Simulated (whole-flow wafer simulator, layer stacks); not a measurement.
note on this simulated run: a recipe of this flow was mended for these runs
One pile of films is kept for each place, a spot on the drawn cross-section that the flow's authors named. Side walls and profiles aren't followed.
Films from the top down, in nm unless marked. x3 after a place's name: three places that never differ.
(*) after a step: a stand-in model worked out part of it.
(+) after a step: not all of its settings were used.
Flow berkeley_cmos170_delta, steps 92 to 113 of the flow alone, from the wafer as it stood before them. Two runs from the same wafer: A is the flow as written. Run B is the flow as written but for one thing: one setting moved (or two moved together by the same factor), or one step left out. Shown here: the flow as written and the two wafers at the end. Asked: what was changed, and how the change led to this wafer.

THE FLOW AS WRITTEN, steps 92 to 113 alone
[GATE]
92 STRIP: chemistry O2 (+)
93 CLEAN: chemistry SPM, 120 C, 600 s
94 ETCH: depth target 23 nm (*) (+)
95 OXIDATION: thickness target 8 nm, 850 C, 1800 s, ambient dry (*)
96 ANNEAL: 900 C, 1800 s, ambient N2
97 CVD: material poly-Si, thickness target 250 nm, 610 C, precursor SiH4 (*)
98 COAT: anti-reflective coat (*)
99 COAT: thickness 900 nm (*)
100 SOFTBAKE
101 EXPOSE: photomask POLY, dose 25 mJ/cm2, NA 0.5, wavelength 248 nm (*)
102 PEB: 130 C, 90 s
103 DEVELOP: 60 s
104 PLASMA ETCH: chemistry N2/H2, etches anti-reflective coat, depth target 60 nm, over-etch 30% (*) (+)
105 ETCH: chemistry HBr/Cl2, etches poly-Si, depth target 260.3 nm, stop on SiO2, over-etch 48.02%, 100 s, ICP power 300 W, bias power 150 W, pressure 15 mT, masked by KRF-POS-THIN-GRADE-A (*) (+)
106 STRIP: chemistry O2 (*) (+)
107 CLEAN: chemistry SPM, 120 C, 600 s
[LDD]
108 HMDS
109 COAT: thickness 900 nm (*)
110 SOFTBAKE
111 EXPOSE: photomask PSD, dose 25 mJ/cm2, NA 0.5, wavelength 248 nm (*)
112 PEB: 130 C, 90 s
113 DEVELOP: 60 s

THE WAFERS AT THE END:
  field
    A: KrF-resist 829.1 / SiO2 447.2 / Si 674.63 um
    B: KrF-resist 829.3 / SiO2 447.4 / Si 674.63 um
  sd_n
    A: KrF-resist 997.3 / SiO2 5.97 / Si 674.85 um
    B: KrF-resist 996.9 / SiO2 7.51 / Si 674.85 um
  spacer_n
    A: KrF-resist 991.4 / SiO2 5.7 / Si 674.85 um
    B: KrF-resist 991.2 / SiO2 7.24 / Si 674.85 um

The cause: step 95, OXIDATION: thickness target 10.88 nm was run, where the flow has thickness target 8 nm; step 95, OXIDATION: 2448 s was run, where the flow has 1800 s.

How the change led to this, step by step:
  95 OXIDATION: thickness target 8 nm, 850 C, 1800 s, ambient dry (*)
      sd_n, spacer_n, gate, sd_p, spacer_p, gate_p, contact, m1: A SiO2 +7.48 (new film), Si -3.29 | B SiO2 +9.03 (new film), Si -3.97
